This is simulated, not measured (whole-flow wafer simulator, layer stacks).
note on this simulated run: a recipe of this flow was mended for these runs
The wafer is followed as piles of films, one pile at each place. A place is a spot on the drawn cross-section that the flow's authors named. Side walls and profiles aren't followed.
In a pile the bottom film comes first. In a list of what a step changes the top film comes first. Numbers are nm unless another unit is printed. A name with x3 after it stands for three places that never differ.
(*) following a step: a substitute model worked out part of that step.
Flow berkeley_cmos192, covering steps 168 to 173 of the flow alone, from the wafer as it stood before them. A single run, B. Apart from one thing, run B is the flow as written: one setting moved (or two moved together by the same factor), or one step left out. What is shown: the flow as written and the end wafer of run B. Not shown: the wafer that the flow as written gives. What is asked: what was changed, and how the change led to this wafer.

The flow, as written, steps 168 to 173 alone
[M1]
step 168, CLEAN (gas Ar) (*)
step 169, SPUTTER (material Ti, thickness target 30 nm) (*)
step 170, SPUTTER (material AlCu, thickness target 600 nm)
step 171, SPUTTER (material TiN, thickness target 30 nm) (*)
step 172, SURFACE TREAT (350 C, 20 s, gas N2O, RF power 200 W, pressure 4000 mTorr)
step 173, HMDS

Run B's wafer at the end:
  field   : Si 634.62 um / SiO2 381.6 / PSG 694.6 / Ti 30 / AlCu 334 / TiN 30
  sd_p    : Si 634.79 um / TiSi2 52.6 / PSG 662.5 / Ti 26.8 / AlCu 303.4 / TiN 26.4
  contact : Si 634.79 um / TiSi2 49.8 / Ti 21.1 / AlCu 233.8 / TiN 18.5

Cause: step 170, SPUTTER: thickness target 334 nm was run, while the flow as written has thickness target 600 nm.
The wafer lets one read it off: field has AlCu 334, and step 170 as written asks for 600 nm.

How this came from the change, step by step:
  step 170, SPUTTER (material AlCu, thickness target 600 nm)
      field, sd_n, spacer_n, gate, spacer_p, gate_p, m1: AlCu gains 334 (new film) (in the flow as written it would be: AlCu gains 600 (new film))
      sd_p: AlCu gains 303.4 (new film) (in the flow as written it would be: AlCu gains 557.4 (new film))
      (also at 1 further place)
  step 171, SPUTTER (material TiN, thickness target 30 nm) (*)
      contact: TiN gains 18.5 (new film) (in the flow as written it would be: TiN gains 16 (new film))
